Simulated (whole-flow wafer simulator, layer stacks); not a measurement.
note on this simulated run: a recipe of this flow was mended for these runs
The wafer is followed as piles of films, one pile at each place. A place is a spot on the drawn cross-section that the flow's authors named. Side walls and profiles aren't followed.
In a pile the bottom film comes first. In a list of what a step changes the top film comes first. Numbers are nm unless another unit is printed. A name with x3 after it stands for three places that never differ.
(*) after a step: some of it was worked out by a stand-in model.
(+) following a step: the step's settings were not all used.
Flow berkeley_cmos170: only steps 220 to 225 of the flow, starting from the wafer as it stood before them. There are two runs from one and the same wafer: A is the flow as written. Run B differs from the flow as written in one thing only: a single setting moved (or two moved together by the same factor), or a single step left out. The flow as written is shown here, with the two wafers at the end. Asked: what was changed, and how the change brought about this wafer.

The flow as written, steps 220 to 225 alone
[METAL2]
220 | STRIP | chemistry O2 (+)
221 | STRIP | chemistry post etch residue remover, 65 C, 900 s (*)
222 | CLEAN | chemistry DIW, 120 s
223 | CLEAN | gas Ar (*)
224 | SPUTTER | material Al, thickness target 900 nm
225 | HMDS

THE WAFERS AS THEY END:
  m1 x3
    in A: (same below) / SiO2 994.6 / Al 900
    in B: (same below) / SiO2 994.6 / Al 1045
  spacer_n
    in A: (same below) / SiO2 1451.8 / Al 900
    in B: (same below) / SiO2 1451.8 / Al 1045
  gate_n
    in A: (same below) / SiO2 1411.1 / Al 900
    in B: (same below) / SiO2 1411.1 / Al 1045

Cause: step 224, SPUTTER: thickness target 1045 nm was run, whereas the flow has thickness target 900 nm.
The wafer itself shows it: m1 x3 has Al 1045, and step 224 as written asks for 900 nm.

Step by step, how the change led to this:
  224 | SPUTTER | material Al, thickness target 900 nm
      field, mark, sd_n and 9 more: A +900 Al (new film) | B +1045 Al (new film)
      via1: A +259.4 Al | B +278.8 Al
